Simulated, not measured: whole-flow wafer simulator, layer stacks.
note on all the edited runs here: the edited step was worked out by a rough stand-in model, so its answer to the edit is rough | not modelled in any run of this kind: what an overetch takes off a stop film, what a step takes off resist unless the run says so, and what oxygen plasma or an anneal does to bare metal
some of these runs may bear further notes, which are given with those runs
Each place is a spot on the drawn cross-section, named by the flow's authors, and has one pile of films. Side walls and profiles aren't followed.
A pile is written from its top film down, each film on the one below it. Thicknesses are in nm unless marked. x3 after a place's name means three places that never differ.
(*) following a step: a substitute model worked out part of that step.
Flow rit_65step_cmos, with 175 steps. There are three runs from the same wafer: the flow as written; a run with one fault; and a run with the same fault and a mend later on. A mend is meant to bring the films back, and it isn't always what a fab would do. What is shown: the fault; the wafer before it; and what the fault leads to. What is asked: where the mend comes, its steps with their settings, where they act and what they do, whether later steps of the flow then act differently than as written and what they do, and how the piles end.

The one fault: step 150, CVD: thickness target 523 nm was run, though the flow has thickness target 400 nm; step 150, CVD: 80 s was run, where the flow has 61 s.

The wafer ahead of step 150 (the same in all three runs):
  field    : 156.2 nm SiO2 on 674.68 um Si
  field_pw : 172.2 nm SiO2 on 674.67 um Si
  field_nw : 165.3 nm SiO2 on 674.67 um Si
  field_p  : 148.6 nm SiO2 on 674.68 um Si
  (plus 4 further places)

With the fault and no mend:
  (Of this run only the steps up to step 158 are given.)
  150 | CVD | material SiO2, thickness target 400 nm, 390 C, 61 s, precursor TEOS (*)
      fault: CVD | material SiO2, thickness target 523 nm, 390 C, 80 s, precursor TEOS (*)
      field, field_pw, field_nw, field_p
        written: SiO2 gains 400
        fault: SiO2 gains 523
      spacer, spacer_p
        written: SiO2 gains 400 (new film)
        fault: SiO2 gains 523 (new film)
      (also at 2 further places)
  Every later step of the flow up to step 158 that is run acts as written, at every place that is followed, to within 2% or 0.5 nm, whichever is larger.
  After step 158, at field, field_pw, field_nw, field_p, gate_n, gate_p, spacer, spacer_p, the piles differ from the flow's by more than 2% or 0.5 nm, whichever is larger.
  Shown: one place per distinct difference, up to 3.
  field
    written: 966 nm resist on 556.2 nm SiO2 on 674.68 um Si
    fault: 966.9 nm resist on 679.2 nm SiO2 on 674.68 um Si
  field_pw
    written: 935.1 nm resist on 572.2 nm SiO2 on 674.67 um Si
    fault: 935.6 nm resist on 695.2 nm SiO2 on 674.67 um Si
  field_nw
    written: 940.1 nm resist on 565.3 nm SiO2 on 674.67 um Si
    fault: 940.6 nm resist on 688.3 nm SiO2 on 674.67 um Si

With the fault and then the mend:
  The mend stands after step 151.
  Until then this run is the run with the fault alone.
  151a | ETCH | chemistry boe, depth target 124.7 nm
      field, field_pw, field_nw, field_p, gate_n, gate_p, spacer, spacer_p
        SiO2 loses 124.7
  Every later step of the flow that is run acts as written, at every place that is followed, to within 2% or 0.5 nm, whichever is larger.
  At the end the piles are close to the flow's at the places that both follow, differing by at most 2% or 0.5 nm, whichever is larger.
